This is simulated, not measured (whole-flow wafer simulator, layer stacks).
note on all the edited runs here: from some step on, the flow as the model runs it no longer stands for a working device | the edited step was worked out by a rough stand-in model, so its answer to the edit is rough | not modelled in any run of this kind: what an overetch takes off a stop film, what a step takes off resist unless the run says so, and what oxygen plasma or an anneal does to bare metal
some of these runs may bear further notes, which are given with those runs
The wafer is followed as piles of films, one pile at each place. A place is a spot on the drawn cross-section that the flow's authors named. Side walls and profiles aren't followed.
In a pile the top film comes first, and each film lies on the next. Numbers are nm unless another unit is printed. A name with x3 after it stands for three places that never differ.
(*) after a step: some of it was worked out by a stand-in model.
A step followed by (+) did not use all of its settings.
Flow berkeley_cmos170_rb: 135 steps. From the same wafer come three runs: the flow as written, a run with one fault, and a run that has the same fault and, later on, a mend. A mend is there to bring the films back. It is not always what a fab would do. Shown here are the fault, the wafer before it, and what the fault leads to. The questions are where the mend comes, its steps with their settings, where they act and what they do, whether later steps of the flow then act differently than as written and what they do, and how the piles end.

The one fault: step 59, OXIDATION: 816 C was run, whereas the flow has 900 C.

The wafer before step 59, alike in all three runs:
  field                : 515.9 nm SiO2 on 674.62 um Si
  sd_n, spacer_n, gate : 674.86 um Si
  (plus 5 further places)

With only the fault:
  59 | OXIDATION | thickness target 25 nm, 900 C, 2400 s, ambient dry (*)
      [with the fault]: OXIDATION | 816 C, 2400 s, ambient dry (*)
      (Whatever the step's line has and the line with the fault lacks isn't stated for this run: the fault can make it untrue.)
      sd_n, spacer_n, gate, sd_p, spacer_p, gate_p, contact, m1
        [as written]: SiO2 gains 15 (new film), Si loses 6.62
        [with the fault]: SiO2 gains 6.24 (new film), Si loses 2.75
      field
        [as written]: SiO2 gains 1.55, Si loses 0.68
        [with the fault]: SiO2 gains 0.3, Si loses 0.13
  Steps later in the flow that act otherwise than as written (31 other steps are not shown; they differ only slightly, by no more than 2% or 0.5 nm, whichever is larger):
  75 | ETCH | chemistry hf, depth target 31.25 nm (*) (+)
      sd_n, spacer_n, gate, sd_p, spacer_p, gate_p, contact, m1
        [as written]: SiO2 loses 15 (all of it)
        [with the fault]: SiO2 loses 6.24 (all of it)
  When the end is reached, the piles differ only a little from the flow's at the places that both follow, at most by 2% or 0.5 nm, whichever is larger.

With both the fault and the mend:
  The mend follows step 60.
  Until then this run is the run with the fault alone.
  60a | OXIDATION | 900 C, 1774 s, ambient dry (*) (a further turn of the flow's step 59, with different settings)
      sd_n, spacer_n, gate, sd_p, spacer_p, gate_p, contact, m1
        SiO2 gains 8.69, Si loses 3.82
      field
        SiO2 gains 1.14, Si loses 0.5
  None of the later steps of the flow differs from how it acts as written, at any place that is followed, by more than 2% or 0.5 nm, whichever is larger.
  When the end is reached, the piles differ only a little from the flow's at the places that both follow, at most by 2% or 0.5 nm, whichever is larger.
